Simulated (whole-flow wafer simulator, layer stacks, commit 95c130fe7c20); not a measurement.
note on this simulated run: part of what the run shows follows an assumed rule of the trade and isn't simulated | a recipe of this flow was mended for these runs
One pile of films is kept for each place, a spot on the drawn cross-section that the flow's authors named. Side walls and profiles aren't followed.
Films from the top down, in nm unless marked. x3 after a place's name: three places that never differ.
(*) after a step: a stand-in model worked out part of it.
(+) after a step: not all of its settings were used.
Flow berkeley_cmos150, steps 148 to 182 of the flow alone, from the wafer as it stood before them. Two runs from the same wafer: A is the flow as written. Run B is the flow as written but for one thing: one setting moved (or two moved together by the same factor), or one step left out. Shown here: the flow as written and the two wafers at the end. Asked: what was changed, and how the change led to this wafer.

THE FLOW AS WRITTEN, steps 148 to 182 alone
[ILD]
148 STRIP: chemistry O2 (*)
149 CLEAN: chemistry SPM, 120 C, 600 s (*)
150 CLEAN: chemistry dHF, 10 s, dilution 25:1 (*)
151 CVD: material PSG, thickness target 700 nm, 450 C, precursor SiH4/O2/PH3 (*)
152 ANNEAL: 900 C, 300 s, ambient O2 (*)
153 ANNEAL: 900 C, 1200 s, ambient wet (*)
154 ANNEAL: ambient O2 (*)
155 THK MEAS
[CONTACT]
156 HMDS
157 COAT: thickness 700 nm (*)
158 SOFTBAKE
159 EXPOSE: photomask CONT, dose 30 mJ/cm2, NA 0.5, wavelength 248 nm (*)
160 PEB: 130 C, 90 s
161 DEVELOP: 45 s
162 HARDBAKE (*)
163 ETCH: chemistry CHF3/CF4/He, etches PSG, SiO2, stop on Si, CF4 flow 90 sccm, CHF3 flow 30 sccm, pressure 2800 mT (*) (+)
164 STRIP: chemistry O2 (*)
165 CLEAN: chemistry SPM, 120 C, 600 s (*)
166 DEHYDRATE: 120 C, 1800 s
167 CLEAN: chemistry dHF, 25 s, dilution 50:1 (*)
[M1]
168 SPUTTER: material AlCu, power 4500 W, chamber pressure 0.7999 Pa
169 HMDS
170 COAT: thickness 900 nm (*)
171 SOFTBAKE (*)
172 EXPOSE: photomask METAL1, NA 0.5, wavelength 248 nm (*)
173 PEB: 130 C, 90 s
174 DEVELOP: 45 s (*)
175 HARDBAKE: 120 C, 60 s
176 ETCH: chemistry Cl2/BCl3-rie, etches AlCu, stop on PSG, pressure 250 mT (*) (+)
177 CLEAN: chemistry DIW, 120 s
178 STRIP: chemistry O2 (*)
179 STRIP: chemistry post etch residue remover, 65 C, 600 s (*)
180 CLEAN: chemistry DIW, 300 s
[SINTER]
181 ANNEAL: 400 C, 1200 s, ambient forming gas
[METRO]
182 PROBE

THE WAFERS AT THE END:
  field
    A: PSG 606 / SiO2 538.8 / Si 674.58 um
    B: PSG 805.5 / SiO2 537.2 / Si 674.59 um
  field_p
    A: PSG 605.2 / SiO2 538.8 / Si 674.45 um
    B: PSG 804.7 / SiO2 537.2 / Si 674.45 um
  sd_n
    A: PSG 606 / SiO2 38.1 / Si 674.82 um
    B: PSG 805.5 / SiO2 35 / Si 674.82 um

The cause: step 151, CVD: thickness target 910 nm was run, where the flow has thickness target 700 nm.

How the change led to this, step by step:
  151 CVD: material PSG, thickness target 700 nm, 450 C, precursor SiH4/O2/PH3 (*)
      field, field_p, sd_n, gate_n, gate_p, contact, m1: A PSG +700 (new film) | B PSG +910 (new film)
      sd_p: A PSG +639.5 (new film) | B PSG +886.9 (new film)
  153 ANNEAL: 900 C, 1200 s, ambient wet (*)
      sd_n, contact, m1: A PSG -35, SiO2 +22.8, Si -10 | B PSG -45.5, SiO2 +19.7, Si -8.66
      field, field_p: A PSG -35, SiO2 +16.3, Si -7.15 | B PSG -45.5, SiO2 +14.6, Si -6.43
      (and at 3 more places)
  157 COAT: thickness 700 nm (*)
      sd_p: A KrF-resist +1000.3 (new film) | B KrF-resist +972.6 (new film)
  163 ETCH: chemistry CHF3/CF4/He, etches PSG, SiO2, stop on Si, CF4 flow 90 sccm, CHF3 flow 30 sccm, pressure 2800 mT (*) (+)
      field, field_p, sd_n, gate_n, sd_p, gate_p, m1: A KrF-resist -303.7 | B KrF-resist -373.8
      contact: A PSG -665 (all of it), SiO2 -38.1 (all of it), Si -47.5 | B PSG -864.5 (all of it), SiO2 -35 (all of it), Si -47.5
  164 STRIP: chemistry O2 (*)
      field: A KrF-resist -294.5 (all of it) | B KrF-resist -225.5 (all of it)
      field_p: A KrF-resist -397.1 (all of it) | B KrF-resist -330.3 (all of it)
      (and at 5 more places)
  168 SPUTTER: material AlCu, power 4500 W, chamber pressure 0.7999 Pa
      sd_p: A AlCu +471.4 (new film) | B AlCu +490.3 (new film)
      contact: A AlCu +443.6 (new film) | B AlCu +400.1 (new film)
  170 COAT: thickness 900 nm (*)
      sd_p: A thick-KrF-resist +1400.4 (new film) | B thick-KrF-resist +1345.8 (new film)
      contact: A thick-KrF-resist +1720.1 (new film) | B thick-KrF-resist +1901.7 (new film)
      (and at 1 more place)
  173 PEB: 130 C, 90 s
      contact: A thick-KrF-resist -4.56 | B thick-KrF-resist -5.24
  174 DEVELOP: 45 s (*)
      sd_p: A thick-KrF-resist -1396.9 (all of it), AlCu -10 | B thick-KrF-resist -1342.4 (all of it), AlCu -10
  175 HARDBAKE: 120 C, 60 s
      contact: A thick-KrF-resist -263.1 | B thick-KrF-resist -290.8
      m1: A thick-KrF-resist -148.2 | B thick-KrF-resist -145.1
  176 ETCH: chemistry Cl2/BCl3-rie, etches AlCu, stop on PSG, pressure 250 mT (*) (+)
      sd_p: A AlCu -461.4 (all of it), PSG -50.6 | B AlCu -480.3 (all of it), PSG -48.2
      gate_p: A AlCu -616.1 (all of it), PSG -31.2 | B AlCu -609.8 (all of it), PSG -32
  178 STRIP: chemistry O2 (*)
      contact: A thick-KrF-resist -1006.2 (all of it) | B thick-KrF-resist -1159.3 (all of it)
      m1: A thick-KrF-resist -373.8 (all of it) | B thick-KrF-resist -356.3 (all of it)
